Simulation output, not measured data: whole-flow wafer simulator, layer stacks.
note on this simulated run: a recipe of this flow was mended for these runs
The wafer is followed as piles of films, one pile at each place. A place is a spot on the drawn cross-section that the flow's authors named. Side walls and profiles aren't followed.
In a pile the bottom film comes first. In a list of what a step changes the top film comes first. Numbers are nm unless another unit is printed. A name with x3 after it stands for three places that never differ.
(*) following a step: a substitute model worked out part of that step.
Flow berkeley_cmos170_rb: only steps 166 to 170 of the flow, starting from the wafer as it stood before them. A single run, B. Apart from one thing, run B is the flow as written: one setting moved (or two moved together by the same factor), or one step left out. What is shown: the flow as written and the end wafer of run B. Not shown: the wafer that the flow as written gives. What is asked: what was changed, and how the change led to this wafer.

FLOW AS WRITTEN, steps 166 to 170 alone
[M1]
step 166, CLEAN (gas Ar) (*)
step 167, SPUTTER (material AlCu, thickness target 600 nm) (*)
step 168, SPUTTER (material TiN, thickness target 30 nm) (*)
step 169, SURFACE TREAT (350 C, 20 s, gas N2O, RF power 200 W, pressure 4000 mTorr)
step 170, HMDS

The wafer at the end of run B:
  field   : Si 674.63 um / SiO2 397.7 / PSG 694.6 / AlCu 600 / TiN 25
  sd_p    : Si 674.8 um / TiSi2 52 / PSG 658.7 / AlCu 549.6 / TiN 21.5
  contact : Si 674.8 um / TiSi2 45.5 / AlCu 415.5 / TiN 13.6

The reason: step 168, SPUTTER: thickness target 25 nm was run, though the flow has thickness target 30 nm.
The wafer lets one read it off: field has TiN 25, and step 168 as written asks for 30 nm.

How this came from the change, step by step:
  step 168, SPUTTER (material TiN, thickness target 30 nm) (*)
      field, sd_n, spacer_n, gate, spacer_p, gate_p, m1: TiN gains 25 (new film) (it would be, as written: TiN gains 30 (new film))
      sd_p: TiN gains 21.5 (new film) (it would be, as written: TiN gains 25.8 (new film))
      (as well as at 1 more place)
